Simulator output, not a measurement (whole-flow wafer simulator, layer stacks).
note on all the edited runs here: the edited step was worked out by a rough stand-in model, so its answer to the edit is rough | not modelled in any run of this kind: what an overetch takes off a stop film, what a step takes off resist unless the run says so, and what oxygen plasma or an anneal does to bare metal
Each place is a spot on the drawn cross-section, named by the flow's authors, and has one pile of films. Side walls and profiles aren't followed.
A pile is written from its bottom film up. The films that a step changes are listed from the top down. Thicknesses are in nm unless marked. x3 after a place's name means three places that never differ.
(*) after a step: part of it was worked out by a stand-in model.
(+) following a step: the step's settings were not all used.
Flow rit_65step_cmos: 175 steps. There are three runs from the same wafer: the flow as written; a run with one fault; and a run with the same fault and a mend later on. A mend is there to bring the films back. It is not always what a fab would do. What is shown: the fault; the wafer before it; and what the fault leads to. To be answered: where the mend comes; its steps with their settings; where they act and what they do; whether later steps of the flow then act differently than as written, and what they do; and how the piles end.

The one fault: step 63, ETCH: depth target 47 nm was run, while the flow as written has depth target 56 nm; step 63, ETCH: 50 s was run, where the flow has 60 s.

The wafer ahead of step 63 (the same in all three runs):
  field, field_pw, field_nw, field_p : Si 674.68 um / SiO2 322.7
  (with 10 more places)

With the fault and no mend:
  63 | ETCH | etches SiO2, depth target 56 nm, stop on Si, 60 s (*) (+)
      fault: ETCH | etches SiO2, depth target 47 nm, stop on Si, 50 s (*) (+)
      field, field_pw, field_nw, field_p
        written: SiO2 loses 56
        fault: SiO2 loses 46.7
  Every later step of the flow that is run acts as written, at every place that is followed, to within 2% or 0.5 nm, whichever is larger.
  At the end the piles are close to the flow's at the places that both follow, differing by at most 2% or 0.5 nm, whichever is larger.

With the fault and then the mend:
  The mend stands after step 63.
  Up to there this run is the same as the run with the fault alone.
  63a | ETCH | etches SiO2, depth target 9.128 nm, stop on Si, 9.78 s (*) (+) (the flow's step 63, run once more with other settings)
      field, field_pw, field_nw, field_p
        SiO2 loses 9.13
  Every later step of the flow that is run acts as written, at every place that is followed, to within 2% or 0.5 nm, whichever is larger.
  At the end the piles are close to the flow's at the places that both follow, differing by at most 2% or 0.5 nm, whichever is larger.
